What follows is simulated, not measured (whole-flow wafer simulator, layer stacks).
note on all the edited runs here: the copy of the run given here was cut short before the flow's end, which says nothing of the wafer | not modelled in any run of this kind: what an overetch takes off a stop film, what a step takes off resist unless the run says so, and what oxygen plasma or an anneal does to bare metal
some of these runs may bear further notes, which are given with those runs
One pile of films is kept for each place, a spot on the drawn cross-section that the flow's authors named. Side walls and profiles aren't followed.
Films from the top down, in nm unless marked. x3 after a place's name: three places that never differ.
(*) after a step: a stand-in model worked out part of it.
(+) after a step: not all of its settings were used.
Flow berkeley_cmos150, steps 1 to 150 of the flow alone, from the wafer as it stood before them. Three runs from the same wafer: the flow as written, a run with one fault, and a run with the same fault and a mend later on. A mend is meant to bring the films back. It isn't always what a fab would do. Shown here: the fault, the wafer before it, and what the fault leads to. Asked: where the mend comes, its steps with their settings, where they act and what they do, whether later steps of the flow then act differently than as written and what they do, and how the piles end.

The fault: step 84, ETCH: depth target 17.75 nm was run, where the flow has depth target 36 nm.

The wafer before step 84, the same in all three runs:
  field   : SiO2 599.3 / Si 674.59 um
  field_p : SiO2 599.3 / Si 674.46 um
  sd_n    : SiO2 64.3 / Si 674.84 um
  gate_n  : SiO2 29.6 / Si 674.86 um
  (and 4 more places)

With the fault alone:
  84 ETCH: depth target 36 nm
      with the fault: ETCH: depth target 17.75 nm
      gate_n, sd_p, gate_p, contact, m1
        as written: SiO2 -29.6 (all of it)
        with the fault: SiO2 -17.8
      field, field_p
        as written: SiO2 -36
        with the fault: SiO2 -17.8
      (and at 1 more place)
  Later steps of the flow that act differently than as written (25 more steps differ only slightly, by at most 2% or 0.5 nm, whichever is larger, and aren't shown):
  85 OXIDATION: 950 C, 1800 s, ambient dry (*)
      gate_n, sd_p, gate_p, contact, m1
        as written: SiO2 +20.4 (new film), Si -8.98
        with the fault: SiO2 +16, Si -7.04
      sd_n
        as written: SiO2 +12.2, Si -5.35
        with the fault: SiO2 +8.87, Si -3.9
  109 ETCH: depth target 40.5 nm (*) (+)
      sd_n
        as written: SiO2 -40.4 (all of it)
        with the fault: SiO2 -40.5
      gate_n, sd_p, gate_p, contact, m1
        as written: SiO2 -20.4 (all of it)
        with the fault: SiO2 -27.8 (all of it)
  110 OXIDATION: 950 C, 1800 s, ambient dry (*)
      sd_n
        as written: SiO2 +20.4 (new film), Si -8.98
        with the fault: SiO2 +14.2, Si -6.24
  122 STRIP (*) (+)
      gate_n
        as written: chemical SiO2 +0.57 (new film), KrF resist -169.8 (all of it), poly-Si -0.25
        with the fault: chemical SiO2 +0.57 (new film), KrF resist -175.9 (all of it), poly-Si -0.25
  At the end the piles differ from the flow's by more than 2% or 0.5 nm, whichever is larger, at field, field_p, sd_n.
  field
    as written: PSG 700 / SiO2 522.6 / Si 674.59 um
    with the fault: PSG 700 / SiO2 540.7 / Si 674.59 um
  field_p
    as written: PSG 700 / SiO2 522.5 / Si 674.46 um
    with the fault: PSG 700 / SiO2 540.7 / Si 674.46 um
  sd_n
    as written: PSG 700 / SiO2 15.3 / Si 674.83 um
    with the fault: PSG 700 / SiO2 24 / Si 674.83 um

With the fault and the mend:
  The mend comes after step 84.
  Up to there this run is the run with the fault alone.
  84a ETCH: depth target 18.22 nm (the flow's step 84 once more, with other settings)
      gate_n, sd_p, gate_p, contact, m1
        SiO2 -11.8 (all of it)
      field, field_p, sd_n
        SiO2 -18.2
  No later step of the flow acts differently than as written, at any place that is followed, by more than 2% or 0.5 nm, whichever is larger.
  At the end the piles differ from the flow's only slightly at the places that both follow, by at most 2% or 0.5 nm, whichever is larger.
